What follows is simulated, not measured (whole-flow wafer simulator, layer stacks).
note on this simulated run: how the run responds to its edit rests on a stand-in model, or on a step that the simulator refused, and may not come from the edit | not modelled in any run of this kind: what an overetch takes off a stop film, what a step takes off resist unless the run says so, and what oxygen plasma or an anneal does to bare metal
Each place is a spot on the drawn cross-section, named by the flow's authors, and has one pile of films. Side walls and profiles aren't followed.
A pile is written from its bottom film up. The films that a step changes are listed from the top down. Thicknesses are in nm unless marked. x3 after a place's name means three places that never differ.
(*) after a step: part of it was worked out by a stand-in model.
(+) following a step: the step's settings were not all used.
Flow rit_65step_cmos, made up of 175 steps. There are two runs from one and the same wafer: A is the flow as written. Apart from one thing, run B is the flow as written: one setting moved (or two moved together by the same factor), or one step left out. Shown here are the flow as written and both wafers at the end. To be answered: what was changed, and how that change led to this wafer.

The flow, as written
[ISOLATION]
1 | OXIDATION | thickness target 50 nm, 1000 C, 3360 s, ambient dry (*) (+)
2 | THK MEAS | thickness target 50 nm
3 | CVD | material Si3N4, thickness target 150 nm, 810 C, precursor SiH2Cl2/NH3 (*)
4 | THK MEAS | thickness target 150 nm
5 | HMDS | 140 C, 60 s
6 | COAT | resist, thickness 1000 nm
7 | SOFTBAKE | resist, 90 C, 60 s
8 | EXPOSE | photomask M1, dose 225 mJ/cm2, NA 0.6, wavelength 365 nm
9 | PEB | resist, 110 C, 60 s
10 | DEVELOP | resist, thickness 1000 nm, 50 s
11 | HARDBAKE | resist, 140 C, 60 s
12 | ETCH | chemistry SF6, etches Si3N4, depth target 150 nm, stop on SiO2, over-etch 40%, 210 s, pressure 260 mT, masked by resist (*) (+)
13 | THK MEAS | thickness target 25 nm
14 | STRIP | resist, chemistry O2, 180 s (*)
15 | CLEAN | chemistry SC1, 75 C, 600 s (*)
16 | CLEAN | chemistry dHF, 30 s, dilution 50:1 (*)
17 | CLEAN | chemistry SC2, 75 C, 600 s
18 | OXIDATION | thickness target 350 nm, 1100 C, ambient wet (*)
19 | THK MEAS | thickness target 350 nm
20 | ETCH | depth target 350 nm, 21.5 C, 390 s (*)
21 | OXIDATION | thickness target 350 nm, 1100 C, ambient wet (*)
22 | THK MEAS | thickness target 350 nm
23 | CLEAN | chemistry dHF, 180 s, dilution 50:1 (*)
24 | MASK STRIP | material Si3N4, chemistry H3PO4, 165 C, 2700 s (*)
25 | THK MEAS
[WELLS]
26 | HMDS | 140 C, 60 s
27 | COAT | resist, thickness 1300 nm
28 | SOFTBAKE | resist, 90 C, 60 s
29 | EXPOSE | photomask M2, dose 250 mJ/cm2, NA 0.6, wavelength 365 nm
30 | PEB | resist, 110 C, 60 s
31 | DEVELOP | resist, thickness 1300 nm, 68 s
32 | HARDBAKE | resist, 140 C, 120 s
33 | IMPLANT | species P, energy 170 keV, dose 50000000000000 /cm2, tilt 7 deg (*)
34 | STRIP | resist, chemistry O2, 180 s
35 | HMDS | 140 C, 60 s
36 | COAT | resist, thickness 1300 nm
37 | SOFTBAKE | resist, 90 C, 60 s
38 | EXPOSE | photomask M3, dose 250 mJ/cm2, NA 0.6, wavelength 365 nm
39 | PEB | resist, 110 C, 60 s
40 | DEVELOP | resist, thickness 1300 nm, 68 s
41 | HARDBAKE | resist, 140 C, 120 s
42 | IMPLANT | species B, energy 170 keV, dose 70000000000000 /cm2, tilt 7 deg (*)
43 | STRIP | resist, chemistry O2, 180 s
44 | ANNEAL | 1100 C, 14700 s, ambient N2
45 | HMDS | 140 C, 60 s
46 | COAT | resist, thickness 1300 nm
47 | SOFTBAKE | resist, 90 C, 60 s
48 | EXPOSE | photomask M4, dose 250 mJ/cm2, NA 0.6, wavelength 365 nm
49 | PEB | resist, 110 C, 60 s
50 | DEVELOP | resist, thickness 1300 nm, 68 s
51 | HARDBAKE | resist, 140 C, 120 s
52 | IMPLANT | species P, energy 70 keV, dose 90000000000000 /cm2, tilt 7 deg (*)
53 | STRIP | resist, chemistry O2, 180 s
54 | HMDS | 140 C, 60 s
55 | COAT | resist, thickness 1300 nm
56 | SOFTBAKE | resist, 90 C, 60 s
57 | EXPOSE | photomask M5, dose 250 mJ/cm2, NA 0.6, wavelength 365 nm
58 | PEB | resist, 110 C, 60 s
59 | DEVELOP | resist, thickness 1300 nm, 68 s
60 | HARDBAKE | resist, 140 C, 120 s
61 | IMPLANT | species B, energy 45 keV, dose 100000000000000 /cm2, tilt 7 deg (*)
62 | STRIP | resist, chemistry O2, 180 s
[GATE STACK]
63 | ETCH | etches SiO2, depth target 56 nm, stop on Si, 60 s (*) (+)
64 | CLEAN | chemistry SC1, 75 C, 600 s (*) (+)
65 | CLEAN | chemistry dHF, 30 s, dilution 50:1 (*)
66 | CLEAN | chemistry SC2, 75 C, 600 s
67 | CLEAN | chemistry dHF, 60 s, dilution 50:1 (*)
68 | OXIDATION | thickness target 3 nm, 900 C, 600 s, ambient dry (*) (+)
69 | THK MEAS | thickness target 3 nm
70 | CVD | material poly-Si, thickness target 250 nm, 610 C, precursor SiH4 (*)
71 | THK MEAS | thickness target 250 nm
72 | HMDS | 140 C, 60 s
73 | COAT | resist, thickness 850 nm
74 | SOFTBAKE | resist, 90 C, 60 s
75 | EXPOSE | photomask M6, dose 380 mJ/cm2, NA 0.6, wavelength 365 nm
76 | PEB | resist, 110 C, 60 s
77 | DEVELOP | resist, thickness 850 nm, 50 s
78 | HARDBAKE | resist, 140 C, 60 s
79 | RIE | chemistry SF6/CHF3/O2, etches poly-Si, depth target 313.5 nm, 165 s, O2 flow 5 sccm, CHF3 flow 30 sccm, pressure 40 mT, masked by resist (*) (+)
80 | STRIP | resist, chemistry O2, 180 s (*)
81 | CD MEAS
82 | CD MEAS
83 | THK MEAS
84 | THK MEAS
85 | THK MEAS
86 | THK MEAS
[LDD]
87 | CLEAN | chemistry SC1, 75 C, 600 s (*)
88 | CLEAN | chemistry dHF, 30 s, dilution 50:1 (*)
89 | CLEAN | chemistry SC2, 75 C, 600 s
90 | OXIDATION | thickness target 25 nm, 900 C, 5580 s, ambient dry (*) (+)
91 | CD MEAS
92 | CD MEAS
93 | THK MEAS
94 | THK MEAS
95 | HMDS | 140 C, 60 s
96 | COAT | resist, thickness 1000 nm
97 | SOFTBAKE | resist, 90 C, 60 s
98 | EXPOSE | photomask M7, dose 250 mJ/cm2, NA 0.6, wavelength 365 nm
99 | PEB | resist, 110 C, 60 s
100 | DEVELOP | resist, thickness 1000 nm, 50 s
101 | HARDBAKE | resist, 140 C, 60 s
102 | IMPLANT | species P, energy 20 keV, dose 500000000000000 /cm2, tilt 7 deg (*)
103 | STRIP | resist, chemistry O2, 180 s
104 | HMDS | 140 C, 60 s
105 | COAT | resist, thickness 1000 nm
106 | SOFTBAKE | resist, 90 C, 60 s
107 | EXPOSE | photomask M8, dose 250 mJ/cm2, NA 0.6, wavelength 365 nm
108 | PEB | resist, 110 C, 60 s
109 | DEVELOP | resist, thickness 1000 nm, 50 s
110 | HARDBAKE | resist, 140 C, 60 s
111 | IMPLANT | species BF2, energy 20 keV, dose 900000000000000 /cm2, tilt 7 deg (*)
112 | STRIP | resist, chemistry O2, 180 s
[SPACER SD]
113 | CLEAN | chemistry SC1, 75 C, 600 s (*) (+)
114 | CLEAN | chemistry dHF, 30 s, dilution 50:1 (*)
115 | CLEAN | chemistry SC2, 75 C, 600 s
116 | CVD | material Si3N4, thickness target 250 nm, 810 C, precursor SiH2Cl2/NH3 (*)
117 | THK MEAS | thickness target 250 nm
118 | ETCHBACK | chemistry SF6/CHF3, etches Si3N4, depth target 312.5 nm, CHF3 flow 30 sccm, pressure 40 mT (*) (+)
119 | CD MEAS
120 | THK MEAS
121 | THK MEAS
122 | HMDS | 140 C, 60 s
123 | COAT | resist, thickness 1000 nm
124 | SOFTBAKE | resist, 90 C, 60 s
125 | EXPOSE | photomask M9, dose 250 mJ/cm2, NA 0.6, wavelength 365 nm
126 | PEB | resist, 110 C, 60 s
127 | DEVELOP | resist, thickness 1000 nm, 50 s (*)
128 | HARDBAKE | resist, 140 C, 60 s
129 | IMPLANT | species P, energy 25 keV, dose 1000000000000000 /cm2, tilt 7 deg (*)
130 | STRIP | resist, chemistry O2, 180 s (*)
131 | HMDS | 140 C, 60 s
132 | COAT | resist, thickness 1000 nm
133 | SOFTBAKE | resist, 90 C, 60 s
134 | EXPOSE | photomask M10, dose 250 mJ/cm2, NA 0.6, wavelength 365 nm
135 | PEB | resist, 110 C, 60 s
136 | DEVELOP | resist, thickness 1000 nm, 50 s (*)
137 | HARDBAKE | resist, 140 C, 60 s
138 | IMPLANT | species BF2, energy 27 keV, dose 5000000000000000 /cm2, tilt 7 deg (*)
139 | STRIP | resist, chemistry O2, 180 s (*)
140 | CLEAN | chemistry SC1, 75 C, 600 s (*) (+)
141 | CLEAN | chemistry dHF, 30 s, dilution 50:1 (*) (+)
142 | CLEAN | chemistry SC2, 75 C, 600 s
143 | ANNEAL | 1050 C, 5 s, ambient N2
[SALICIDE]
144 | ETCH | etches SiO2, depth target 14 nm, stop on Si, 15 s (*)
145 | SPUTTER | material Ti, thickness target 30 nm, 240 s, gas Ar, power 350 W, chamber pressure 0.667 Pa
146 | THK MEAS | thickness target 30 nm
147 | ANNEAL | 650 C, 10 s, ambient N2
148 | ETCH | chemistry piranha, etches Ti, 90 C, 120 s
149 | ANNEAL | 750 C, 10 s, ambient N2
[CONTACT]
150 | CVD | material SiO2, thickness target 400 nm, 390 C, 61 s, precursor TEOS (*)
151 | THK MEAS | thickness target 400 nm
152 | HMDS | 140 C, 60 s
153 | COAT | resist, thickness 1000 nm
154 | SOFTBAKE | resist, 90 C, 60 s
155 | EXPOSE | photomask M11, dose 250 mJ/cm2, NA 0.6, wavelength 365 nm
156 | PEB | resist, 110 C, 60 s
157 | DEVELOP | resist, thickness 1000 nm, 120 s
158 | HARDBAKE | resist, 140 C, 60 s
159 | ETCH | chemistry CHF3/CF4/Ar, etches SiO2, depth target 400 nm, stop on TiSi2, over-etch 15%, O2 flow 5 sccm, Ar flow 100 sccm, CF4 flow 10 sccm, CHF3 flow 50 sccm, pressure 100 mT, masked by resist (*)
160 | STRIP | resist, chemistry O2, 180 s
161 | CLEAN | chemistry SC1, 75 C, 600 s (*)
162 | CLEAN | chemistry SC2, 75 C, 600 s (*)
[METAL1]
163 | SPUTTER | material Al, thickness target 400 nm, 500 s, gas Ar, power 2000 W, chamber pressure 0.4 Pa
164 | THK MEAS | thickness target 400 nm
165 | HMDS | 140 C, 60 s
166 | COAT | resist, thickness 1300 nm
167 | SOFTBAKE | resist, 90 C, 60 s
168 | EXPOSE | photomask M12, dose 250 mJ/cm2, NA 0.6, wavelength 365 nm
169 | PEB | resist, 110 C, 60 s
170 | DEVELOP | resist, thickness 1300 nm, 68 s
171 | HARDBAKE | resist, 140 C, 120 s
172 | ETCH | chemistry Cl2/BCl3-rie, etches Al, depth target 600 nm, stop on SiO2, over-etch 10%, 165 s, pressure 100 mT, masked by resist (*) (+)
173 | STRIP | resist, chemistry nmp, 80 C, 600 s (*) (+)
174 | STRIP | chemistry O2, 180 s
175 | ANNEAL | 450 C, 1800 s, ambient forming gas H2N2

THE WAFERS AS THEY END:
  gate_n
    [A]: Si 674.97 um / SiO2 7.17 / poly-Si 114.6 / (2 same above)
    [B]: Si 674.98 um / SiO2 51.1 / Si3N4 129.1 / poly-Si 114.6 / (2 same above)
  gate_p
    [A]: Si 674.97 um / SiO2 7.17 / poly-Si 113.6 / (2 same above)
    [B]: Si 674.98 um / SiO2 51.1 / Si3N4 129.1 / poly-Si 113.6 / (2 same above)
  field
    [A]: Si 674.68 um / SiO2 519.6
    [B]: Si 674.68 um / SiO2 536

Cause: step 23, CLEAN: chemistry dHF, 180 s, dilution 50:1 (*), was omitted.

The path from the change to this, step by step:
  24 | MASK STRIP | material Si3N4, chemistry H3PO4, 165 C, 2700 s (*)
      active_n, active_p, gate_n and 7 more: A -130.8 Si3N4 (all of it), -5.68 SiO2 | B -10.7 SiO2
  27 | COAT | resist, thickness 1300 nm
      field_pw, field_nw: A +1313 resist (new film) | B +1378.2 resist (new film)
      field: A +1315.7 resist (new film) | B +1404.6 resist (new film)
      (as well as at 1 more place)
  30 | PEB | resist, 110 C, 60 s
      field_pw, field_nw: A -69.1 resist | B -72.7 resist
      field: A -69.2 resist | B -74.2 resist
      (as well as at 1 more place)
  31 | DEVELOP | resist, thickness 1300 nm, 68 s
      field_nw: A -1243.9 resist (all of it) | B -1305.5 resist (all of it)
      field_p: A -1246.4 resist (all of it) | B -1330.1 resist (all of it)
  32 | HARDBAKE | resist, 140 C, 120 s
      field: A -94 resist | B -101.5 resist
      field_pw: A -93.8 resist | B -99.3 resist
  34 | STRIP | resist, chemistry O2, 180 s
      field: A -1152.5 resist (all of it) | B -1228.9 resist (all of it)
      field_pw: A -1150.2 resist (all of it) | B -1206.2 resist (all of it)
  36 | COAT | resist, thickness 1300 nm
      field_pw, field_nw: A +1313 resist (new film) | B +1378.2 resist (new film)
      field: A +1315.7 resist (new film) | B +1404.6 resist (new film)
      (as well as at 1 more place)
  39 | PEB | resist, 110 C, 60 s
      field_pw, field_nw: A -69.1 resist | B -72.7 resist
      field: A -69.2 resist | B -74.2 resist
      (as well as at 1 more place)
  40 | DEVELOP | resist, thickness 1300 nm, 68 s
      field: A -1246.5 resist (all of it) | B -1330.4 resist (all of it)
      field_pw: A -1243.9 resist (all of it) | B -1305.5 resist (all of it)
  41 | HARDBAKE | resist, 140 C, 120 s
      field_nw: A -93.8 resist | B -99.3 resist
      field_p: A -94 resist | B -101.5 resist
  43 | STRIP | resist, chemistry O2, 180 s
      field_nw: A -1150.2 resist (all of it) | B -1206.2 resist (all of it)
      field_p: A -1152.5 resist (all of it) | B -1228.6 resist (all of it)
  46 | COAT | resist, thickness 1300 nm
      field_pw, field_nw: A +1313 resist (new film) | B +1378.2 resist (new film)
      field: A +1315.7 resist (new film) | B +1404.6 resist (new film)
      (as well as at 1 more place)
  49 | PEB | resist, 110 C, 60 s
      field_pw, field_nw: A -69.1 resist | B -72.7 resist
      field: A -69.2 resist | B -74.2 resist
      (as well as at 1 more place)
  50 | DEVELOP | resist, thickness 1300 nm, 68 s
      field_nw: A -1243.9 resist (all of it) | B -1305.5 resist (all of it)
      field_p: A -1246.4 resist (all of it) | B -1330.1 resist (all of it)
  51 | HARDBAKE | resist, 140 C, 120 s
      field: A -94 resist | B -101.5 resist
      field_pw: A -93.8 resist | B -99.3 resist
  53 | STRIP | resist, chemistry O2, 180 s
      field: A -1152.5 resist (all of it) | B -1228.9 resist (all of it)
      field_pw: A -1150.2 resist (all of it) | B -1206.2 resist (all of it)
  ... 48 other steps ...
  170 | DEVELOP | resist, thickness 1300 nm, 68 s
      field: A -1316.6 resist (all of it) | B -1368.6 resist (all of it)
      field_pw: A -1285.5 resist (all of it) | B -1323.5 resist (all of it)
      (as well as at 6 more places)
